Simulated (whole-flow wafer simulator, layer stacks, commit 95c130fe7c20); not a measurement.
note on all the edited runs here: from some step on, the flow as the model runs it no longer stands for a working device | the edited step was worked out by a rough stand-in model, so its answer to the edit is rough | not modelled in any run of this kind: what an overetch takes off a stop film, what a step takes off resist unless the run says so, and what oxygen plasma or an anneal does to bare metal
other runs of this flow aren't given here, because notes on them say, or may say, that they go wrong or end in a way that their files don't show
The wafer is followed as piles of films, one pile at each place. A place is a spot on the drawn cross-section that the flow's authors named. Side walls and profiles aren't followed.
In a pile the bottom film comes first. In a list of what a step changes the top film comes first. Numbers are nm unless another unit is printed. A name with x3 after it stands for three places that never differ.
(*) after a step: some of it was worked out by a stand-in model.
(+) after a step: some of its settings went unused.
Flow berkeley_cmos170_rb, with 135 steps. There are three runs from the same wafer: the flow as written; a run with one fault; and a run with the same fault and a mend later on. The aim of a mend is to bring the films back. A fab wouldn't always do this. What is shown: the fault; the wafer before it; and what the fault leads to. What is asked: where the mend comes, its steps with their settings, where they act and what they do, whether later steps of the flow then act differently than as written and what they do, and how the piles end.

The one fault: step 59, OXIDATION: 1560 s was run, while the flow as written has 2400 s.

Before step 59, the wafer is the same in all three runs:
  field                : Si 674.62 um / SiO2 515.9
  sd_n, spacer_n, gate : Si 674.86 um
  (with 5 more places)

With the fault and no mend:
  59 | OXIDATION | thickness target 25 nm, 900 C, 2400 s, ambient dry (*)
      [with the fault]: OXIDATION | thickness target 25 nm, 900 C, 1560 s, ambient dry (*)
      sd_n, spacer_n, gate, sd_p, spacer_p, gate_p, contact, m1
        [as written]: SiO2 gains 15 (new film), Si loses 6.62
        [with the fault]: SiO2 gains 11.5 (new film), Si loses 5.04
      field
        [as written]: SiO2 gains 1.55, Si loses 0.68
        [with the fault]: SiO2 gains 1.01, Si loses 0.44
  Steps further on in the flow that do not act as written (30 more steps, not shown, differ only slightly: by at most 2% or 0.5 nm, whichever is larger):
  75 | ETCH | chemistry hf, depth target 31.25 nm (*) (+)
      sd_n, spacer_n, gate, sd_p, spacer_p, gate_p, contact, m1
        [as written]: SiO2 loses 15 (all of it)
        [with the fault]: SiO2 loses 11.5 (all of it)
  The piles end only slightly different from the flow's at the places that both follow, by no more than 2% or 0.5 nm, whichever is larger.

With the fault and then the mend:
  After step 59 comes the mend.
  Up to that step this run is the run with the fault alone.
  59a | OXIDATION | thickness target 25 nm, 900 C, 840 s, ambient dry (*) (the flow's step 59 again, with other settings)
      sd_n, spacer_n, gate, sd_p, spacer_p, gate_p, contact, m1
        SiO2 gains 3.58, Si loses 1.58
      field
        SiO2 gains 0.54, Si loses 0.24
  Every later step of the flow that is run acts as written at every place that is followed.
  The piles end the same as the flow's at every place that both follow.
